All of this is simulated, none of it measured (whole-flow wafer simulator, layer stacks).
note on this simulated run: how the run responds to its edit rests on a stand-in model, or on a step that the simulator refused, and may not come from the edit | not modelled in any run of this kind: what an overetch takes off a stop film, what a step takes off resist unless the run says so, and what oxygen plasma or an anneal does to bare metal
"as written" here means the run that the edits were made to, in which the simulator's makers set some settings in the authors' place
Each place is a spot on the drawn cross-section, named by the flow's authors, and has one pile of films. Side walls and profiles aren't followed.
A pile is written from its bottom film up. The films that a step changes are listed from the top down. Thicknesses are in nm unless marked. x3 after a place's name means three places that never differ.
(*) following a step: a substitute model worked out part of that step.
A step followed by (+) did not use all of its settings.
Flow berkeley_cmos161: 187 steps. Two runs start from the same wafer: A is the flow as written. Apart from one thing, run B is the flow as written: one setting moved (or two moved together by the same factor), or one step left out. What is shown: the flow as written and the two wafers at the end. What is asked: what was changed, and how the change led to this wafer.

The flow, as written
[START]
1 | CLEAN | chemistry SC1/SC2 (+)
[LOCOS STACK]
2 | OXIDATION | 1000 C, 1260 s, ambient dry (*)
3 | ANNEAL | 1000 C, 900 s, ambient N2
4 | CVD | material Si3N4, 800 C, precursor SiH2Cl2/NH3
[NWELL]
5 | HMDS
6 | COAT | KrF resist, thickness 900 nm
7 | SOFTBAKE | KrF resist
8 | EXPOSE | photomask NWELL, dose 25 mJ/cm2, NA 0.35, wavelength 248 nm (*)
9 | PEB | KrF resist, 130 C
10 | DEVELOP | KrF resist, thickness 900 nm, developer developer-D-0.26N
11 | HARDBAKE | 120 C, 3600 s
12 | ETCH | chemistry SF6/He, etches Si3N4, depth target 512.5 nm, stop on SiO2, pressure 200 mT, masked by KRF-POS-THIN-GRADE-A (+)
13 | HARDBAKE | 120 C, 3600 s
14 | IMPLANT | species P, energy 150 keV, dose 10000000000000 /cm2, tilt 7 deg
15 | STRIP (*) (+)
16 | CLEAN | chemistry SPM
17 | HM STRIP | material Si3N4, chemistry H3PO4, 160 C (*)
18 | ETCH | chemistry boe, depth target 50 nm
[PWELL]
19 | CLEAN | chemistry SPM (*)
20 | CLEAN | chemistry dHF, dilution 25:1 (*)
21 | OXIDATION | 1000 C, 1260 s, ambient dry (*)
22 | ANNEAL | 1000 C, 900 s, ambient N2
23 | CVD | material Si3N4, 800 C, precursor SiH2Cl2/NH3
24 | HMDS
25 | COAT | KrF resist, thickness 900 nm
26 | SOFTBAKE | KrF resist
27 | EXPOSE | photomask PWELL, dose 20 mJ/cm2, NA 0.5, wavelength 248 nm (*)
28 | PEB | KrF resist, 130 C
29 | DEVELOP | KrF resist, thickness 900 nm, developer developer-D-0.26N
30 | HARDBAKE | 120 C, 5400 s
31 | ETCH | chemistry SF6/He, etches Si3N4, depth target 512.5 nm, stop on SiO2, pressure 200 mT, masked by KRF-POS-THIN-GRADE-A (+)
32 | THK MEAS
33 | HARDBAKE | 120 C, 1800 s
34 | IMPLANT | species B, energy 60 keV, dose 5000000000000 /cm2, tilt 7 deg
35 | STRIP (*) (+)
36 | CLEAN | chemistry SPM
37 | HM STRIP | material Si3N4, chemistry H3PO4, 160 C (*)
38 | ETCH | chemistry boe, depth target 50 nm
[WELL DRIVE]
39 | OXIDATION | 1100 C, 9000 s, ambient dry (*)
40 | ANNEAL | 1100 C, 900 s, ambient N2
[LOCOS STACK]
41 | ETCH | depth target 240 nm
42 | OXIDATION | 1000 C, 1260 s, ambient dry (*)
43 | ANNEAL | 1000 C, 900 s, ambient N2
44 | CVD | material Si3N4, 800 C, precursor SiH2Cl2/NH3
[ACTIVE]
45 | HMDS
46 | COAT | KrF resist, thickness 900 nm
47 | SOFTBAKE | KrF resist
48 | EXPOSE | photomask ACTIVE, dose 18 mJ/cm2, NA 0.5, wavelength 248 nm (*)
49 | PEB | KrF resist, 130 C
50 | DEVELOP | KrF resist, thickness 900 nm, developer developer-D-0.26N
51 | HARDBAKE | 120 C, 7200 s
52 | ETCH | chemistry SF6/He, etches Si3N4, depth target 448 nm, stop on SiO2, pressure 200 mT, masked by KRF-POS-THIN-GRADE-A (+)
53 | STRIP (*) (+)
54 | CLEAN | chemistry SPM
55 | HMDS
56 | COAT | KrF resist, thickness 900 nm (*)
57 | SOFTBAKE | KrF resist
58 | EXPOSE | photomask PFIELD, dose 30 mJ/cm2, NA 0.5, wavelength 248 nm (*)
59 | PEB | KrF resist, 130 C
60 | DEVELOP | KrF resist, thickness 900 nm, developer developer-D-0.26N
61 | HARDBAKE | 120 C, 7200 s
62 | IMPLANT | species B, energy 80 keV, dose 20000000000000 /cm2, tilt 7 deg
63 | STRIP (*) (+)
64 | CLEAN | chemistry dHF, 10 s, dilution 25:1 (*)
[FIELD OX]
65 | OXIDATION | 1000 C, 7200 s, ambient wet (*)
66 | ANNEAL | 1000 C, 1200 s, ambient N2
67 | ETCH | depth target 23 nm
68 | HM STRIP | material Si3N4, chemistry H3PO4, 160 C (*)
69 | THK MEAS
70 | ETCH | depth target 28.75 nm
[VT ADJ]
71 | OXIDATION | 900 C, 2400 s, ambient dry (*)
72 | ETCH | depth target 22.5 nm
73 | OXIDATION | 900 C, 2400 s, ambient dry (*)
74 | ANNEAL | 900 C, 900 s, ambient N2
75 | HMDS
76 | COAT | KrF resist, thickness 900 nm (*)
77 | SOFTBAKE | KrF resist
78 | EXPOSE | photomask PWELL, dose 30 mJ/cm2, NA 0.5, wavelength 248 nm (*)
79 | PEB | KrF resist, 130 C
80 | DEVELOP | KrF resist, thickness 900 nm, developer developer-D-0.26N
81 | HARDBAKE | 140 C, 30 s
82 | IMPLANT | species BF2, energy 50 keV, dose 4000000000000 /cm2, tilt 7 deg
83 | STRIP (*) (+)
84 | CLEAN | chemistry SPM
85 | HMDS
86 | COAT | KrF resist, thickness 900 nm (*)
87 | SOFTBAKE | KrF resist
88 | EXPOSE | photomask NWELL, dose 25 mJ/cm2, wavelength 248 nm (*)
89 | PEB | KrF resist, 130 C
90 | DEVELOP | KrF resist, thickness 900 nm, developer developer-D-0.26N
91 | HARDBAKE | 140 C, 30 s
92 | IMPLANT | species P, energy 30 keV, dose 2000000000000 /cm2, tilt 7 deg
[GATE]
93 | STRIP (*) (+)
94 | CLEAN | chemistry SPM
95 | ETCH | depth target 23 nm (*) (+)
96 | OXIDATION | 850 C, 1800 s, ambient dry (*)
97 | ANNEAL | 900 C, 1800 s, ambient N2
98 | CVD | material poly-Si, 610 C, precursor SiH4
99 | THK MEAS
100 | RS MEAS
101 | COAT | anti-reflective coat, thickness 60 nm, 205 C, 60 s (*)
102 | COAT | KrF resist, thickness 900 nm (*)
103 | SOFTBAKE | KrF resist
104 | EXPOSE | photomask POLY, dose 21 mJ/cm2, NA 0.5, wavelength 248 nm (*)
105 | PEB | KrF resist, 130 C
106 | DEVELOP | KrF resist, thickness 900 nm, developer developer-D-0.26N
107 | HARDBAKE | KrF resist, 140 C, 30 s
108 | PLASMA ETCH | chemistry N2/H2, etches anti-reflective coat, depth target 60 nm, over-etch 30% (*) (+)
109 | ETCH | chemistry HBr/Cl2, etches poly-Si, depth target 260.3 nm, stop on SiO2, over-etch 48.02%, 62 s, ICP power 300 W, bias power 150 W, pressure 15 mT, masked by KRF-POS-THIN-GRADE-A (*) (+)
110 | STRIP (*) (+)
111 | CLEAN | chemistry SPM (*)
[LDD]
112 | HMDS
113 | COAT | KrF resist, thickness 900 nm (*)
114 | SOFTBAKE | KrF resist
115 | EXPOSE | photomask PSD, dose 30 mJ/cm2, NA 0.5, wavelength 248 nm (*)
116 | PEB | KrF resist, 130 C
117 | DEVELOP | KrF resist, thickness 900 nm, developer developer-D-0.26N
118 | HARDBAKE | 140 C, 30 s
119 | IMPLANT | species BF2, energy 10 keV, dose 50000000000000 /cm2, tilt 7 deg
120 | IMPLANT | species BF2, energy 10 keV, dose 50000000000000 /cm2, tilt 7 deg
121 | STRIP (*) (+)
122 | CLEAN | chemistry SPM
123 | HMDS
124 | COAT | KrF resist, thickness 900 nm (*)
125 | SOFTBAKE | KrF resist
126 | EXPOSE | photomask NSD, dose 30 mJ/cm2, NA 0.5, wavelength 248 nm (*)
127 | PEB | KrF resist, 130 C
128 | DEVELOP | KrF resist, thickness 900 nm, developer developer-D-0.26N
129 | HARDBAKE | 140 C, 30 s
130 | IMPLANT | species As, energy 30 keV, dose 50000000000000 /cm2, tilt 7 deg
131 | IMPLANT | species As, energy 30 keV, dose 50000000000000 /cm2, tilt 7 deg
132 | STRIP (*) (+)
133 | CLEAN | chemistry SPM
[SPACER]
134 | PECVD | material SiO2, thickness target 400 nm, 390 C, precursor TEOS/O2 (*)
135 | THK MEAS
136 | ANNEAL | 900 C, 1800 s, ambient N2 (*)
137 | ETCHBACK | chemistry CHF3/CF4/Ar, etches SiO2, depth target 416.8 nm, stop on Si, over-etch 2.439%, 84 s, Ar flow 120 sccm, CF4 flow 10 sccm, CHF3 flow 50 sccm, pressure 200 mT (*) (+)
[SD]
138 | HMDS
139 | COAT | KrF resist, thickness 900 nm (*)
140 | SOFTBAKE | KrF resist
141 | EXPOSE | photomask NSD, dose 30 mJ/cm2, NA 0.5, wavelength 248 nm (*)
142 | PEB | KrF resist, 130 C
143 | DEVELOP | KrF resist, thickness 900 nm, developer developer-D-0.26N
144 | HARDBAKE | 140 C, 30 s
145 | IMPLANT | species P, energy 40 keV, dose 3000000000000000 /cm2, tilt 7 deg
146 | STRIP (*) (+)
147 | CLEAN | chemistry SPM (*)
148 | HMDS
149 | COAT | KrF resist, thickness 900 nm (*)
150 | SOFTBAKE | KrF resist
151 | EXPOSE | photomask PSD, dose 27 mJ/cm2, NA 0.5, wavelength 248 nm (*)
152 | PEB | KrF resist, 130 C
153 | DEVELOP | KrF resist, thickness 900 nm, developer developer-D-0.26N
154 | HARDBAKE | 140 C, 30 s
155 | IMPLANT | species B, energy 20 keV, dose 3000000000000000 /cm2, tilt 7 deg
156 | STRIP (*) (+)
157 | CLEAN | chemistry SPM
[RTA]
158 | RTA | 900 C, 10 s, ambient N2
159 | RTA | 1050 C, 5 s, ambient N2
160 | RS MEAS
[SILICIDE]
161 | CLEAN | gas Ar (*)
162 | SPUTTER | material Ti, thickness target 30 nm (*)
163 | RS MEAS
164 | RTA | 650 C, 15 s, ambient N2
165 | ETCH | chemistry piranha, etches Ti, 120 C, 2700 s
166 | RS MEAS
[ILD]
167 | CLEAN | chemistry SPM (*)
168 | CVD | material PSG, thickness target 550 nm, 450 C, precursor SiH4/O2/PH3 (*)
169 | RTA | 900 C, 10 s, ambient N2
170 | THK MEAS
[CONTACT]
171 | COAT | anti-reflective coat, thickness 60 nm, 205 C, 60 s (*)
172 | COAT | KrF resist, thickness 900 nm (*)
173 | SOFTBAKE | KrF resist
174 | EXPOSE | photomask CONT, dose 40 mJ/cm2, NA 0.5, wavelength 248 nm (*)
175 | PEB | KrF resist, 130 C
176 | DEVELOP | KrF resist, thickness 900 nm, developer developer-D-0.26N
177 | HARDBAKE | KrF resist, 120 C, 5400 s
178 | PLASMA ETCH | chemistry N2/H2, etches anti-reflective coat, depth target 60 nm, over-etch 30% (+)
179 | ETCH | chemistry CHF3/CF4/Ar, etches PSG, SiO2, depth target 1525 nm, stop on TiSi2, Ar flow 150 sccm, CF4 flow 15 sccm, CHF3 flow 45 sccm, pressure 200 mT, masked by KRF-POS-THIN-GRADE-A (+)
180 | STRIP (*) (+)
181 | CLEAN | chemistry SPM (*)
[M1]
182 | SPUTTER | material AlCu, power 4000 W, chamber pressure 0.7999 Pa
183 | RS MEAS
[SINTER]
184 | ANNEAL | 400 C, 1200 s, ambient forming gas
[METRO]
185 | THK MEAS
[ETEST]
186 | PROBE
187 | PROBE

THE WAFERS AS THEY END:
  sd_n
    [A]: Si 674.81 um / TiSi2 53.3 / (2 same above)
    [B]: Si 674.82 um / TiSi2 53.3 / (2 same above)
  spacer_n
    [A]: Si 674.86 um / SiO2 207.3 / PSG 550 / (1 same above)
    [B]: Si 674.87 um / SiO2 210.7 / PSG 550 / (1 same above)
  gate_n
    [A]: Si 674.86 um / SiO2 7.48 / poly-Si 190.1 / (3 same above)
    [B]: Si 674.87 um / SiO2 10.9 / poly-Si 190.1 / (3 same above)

What caused this: step 41, ETCH: depth target 149 nm was run, whereas the flow has depth target 240 nm.

Step by step, how the change led to this:
  41 | ETCH | depth target 240 nm
      field, sd_n, spacer_n and 6 more: A SiO2 loses 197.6 (all of it) | B SiO2 loses 149
  42 | OXIDATION | 1000 C, 1260 s, ambient dry (*)
      field, sd_n, spacer_n and 6 more: A SiO2 gains 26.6 (new film), Si loses 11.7 | B SiO2 gains 15.7, Si loses 6.93
  65 | OXIDATION | 1000 C, 7200 s, ambient wet (*)
      spacer_n, gate_n, spacer_p, gate_p, m1: A SiO2 gains 12.1 (new film), Si3N4 loses 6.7 | B SiO2 gains 12.1 (new film), Si3N4 loses 6.7, SiO2 gains 0.04
      contact: A SiO2 gains 12.1 (new film), Si3N4 loses 6.7 | B SiO2 gains 12.1 (new film), Si3N4 loses 6.7, SiO2 gains 0.06
      (as well as at 3 more places)
  70 | ETCH | depth target 28.75 nm
      spacer_n, gate_n, spacer_p, gate_p, contact, m1: A SiO2 loses 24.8 (all of it) | B SiO2 loses 28.8
      sd_n: A SiO2 loses 25 (all of it) | B SiO2 loses 28.8
      (as well as at 1 more place)
  71 | OXIDATION | 900 C, 2400 s, ambient dry (*)
      spacer_n, gate_n, spacer_p, gate_p, contact, m1: A SiO2 gains 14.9 (new film), Si loses 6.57 | B SiO2 gains 9.11, Si loses 4.01
      sd_n: A SiO2 gains 14.9 (new film), Si loses 6.57 | B SiO2 gains 8.55, Si loses 3.76
      (as well as at 1 more place)
  72 | ETCH | depth target 22.5 nm
      sd_n, spacer_n, gate_n, sd_p, spacer_p, gate_p, contact, m1: A SiO2 loses 14.9 (all of it) | B SiO2 loses 22.5
  73 | OXIDATION | 900 C, 2400 s, ambient dry (*)
      spacer_n, gate_n, spacer_p, gate_p, m1: A SiO2 gains 14.9 (new film), Si loses 6.57 | B SiO2 gains 8.43, Si loses 3.71
      sd_n: A SiO2 gains 14.9 (new film), Si loses 6.57 | B SiO2 gains 7.88, Si loses 3.47
      (as well as at 2 more places)
  95 | ETCH | depth target 23 nm (*) (+)
      sd_n, spacer_n, gate_n, sd_p, spacer_p, gate_p, contact, m1: A SiO2 loses 14.9 (all of it) | B SiO2 loses 23
  96 | OXIDATION | 850 C, 1800 s, ambient dry (*)
      spacer_n, gate_n, spacer_p, gate_p, contact, m1: A SiO2 gains 7.48 (new film), Si loses 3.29 | B SiO2 gains 5, Si loses 2.2
      sd_n: A SiO2 gains 7.48 (new film), Si loses 3.29 | B SiO2 gains 4.11, Si loses 1.81
      (as well as at 1 more place)
  101 | COAT | anti-reflective coat, thickness 60 nm, 205 C, 60 s (*)
      sd_n: A anti-reflective coat gains 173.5 (new film) | B anti-reflective coat gains 178.3 (new film)
      gate_p: A anti-reflective coat gains 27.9 (new film) | B anti-reflective coat gains 28.8 (new film)
      (as well as at 2 more places)
  108 | PLASMA ETCH | chemistry N2/H2, etches anti-reflective coat, depth target 60 nm, over-etch 30% (*) (+)
      sd_n: A anti-reflective coat loses 173.5 (all of it), poly-Si loses 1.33 | B anti-reflective coat loses 178.3 (all of it), poly-Si loses 1.37
      contact: A anti-reflective coat loses 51 (all of it), poly-Si loses 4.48 | B anti-reflective coat loses 49.5 (all of it), poly-Si loses 4.68
      (as well as at 1 more place)
  110 | STRIP (*) (+)
      gate_p: A chemical SiO2 gains 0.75 (new film), KrF resist loses 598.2 (all of it), anti-reflective coat loses 27.9 (all of it), poly-Si loses 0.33 | B chemical SiO2 gains 0.75 (new film), KrF resist loses 602.7 (all of it), anti-reflective coat loses 28.8 (all of it), poly-Si loses 0.33
  137 | ETCHBACK | chemistry CHF3/CF4/Ar, etches SiO2, depth target 416.8 nm, stop on Si, over-etch 2.439%, 84 s, Ar flow 120 sccm, CF4 flow 10 sccm, CHF3 flow 50 sccm, pressure 200 mT (*) (+)
      sd_n: A SiO2 loses 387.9 (all of it) | B SiO2 loses 397.1 (all of it)
      sd_p: A SiO2 loses 373.4 (all of it) | B SiO2 loses 381.9 (all of it)
  171 | COAT | anti-reflective coat, thickness 60 nm, 205 C, 60 s (*)
      sd_n: A anti-reflective coat gains 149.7 (new film) | B anti-reflective coat gains 167.8 (new film)
      sd_p: A anti-reflective coat gains 91.6 (new film) | B anti-reflective coat gains 94.1 (new film)
      (as well as at 1 more place)
  180 | STRIP (*) (+)
      sd_n: A KrF resist loses 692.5 (all of it), anti-reflective coat loses 149.7 (all of it) | B KrF resist loses 687.8 (all of it), anti-reflective coat loses 167.8 (all of it)
      sd_p: A KrF resist loses 777.2 (all of it), anti-reflective coat loses 91.6 (all of it) | B KrF resist loses 787.3 (all of it), anti-reflective coat loses 94.1 (all of it)
      (as well as at 1 more place)
  182 | SPUTTER | material AlCu, power 4000 W, chamber pressure 0.7999 Pa
      sd_p: A AlCu gains 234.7 (new film) | B AlCu gains 229.9 (new film)
